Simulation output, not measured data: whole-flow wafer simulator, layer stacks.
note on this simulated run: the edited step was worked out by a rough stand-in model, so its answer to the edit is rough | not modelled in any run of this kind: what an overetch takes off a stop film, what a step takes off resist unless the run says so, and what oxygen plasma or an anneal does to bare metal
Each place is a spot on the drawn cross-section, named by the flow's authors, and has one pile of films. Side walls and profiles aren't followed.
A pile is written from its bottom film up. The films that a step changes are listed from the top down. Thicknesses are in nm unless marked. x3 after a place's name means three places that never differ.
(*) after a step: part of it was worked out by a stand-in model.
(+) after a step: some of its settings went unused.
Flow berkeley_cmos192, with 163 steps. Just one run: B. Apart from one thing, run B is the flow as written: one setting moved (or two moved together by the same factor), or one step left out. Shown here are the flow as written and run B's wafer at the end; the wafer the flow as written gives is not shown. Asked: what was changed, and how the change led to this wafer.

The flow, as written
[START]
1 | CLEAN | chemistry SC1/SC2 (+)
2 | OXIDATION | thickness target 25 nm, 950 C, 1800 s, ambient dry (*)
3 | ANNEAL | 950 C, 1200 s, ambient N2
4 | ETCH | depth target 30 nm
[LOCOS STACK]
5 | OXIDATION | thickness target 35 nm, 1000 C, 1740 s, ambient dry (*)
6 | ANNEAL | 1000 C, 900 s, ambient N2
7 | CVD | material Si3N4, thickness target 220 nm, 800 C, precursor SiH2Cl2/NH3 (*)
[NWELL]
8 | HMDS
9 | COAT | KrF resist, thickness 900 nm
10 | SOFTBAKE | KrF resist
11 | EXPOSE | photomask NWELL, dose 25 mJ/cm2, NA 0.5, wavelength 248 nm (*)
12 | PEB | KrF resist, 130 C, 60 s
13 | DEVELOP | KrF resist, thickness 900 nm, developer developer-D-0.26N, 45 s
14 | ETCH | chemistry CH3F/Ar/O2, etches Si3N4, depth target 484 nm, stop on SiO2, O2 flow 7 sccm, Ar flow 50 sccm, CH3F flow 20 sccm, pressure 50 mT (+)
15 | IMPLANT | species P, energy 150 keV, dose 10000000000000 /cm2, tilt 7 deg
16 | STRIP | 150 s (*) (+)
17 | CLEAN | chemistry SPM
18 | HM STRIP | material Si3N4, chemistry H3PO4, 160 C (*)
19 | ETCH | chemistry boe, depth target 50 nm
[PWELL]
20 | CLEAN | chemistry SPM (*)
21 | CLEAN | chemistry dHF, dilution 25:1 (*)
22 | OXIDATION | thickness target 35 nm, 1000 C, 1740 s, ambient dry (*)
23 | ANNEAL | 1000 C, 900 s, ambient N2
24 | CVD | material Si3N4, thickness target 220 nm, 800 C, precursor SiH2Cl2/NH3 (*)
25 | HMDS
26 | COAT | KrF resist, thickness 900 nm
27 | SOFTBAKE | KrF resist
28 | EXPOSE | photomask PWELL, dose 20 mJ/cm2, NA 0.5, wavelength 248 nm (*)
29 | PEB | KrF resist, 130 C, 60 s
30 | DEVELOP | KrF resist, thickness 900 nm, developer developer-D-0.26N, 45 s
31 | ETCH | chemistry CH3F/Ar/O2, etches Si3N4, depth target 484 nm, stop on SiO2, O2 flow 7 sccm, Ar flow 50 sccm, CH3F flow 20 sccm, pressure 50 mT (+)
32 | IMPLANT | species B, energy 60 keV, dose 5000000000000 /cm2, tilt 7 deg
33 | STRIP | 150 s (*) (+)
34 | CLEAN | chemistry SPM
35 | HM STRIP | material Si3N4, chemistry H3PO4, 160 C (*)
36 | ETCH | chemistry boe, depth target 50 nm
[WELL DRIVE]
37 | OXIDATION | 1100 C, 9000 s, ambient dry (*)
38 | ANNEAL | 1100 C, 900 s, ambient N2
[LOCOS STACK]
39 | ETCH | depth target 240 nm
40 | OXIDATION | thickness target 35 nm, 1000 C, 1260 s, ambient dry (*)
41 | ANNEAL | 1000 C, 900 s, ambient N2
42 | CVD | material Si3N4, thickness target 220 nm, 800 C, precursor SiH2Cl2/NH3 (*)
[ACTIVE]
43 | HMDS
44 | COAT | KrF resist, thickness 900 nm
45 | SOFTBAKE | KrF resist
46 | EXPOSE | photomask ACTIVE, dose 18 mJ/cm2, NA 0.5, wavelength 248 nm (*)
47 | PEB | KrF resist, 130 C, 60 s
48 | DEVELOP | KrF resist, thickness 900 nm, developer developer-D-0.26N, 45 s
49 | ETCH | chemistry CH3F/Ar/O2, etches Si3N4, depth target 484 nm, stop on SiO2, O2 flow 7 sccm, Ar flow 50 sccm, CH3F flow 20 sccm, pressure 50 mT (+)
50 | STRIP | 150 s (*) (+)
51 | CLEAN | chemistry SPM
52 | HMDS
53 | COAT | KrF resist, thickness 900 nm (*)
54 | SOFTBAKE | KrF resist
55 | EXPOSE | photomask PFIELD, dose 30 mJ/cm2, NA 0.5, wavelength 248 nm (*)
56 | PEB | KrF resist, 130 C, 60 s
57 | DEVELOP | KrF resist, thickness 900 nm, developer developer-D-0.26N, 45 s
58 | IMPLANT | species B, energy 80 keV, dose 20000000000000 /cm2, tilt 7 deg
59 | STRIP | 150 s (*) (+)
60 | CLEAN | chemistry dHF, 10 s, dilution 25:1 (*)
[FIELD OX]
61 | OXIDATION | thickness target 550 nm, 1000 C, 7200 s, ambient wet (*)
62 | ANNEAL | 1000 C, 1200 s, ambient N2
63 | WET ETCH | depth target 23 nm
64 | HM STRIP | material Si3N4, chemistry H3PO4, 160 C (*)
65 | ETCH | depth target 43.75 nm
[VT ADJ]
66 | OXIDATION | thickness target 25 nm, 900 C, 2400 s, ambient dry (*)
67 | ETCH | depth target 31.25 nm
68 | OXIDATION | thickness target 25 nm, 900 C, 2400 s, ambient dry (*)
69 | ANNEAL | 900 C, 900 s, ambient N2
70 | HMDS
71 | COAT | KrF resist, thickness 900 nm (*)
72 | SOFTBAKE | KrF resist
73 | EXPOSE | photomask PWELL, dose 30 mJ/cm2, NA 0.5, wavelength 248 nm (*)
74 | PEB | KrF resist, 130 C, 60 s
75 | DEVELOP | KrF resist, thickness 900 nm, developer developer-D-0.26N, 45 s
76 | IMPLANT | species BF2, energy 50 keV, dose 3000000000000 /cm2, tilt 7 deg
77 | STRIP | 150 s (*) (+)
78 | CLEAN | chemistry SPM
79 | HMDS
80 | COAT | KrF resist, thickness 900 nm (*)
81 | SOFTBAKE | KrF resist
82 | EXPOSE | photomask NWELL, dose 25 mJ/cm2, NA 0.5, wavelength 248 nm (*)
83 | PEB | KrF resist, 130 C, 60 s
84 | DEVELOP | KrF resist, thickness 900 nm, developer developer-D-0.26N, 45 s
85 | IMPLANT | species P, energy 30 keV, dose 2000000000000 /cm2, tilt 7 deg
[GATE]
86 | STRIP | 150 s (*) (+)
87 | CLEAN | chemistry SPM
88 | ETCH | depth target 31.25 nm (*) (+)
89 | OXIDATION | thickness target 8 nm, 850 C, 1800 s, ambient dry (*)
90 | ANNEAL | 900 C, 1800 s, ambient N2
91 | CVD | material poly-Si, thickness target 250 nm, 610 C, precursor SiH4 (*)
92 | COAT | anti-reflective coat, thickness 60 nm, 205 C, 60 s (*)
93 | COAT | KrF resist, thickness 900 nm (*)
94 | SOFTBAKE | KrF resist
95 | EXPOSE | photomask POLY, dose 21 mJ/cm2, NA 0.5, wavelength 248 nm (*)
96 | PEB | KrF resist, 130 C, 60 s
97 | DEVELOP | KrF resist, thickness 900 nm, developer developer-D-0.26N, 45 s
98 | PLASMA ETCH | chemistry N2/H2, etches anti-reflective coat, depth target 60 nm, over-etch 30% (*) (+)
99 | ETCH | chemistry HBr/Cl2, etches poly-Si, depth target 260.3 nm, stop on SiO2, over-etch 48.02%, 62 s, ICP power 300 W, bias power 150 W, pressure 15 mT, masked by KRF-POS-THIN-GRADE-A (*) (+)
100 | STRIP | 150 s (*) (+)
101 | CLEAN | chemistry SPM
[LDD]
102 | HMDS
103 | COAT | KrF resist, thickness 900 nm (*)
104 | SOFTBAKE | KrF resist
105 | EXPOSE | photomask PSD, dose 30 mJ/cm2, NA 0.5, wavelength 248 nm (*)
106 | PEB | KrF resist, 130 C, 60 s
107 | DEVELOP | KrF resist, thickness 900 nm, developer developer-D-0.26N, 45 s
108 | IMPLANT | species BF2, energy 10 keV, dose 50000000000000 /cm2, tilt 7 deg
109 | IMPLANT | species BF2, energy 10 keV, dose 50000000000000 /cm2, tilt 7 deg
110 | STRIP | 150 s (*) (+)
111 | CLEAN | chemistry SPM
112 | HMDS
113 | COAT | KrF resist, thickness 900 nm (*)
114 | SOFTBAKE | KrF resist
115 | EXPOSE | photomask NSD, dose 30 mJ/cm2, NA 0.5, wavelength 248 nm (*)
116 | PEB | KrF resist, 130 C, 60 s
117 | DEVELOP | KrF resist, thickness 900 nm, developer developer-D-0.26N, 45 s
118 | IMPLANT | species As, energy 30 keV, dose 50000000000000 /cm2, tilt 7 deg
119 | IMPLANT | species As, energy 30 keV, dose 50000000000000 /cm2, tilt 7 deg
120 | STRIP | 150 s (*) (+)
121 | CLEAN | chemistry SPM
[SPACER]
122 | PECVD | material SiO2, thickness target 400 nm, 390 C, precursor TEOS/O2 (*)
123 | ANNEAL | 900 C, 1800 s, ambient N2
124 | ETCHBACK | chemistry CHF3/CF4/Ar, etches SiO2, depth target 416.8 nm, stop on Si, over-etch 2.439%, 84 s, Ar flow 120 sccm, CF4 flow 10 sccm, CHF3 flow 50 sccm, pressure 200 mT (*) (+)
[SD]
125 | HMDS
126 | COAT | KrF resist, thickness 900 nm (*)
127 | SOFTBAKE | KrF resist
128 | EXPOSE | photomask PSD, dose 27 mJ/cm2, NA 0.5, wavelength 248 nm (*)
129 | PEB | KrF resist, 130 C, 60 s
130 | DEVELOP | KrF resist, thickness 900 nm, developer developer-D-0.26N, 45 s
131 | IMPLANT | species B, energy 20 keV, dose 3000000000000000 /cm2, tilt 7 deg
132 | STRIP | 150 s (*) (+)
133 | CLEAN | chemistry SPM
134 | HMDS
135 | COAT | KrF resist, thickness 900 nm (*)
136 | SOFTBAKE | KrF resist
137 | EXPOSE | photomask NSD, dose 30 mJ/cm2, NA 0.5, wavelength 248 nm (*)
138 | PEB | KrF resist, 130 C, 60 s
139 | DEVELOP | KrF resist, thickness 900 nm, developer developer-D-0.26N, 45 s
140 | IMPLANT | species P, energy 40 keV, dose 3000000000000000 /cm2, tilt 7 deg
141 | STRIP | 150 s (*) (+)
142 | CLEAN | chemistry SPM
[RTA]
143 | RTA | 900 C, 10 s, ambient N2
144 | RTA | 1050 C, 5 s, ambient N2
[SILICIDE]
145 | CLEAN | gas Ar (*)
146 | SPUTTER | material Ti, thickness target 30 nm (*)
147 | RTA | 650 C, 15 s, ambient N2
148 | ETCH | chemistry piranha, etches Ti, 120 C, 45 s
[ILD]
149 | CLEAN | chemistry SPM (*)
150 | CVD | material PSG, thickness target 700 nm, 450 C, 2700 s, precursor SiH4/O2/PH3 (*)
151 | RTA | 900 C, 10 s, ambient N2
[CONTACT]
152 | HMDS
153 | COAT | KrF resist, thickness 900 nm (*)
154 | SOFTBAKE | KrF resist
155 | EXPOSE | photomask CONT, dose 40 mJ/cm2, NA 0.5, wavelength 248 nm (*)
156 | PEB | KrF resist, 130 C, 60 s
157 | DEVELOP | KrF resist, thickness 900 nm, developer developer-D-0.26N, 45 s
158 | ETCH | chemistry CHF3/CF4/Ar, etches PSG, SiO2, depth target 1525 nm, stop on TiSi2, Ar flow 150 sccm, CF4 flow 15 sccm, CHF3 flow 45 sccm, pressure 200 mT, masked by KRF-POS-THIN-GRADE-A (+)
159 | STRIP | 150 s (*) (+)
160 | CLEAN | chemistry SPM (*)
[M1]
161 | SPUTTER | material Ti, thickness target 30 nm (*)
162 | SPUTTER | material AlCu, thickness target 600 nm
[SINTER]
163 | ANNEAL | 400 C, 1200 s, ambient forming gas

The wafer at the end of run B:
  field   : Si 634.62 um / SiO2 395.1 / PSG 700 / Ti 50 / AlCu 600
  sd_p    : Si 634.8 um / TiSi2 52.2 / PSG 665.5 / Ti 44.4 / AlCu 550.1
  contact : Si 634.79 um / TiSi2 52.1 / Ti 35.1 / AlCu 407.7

Cause: step 161, SPUTTER: thickness target 50 nm was run, whereas the flow has thickness target 30 nm.
The wafer lets one read it off: field has Ti 50, and step 161 as written asks for 30 nm.

The path from the change to this, step by step:
  161 | SPUTTER | material Ti, thickness target 30 nm (*)
      field, sd_n, spacer_n, gate, spacer_p, gate_p, m1: +50 Ti (new film) (in the flow as written it would be: +30 Ti (new film))
      sd_p: +44.4 Ti (new film) (in the flow as written it would be: +26.6 Ti (new film))
      (as well as at 1 more place)
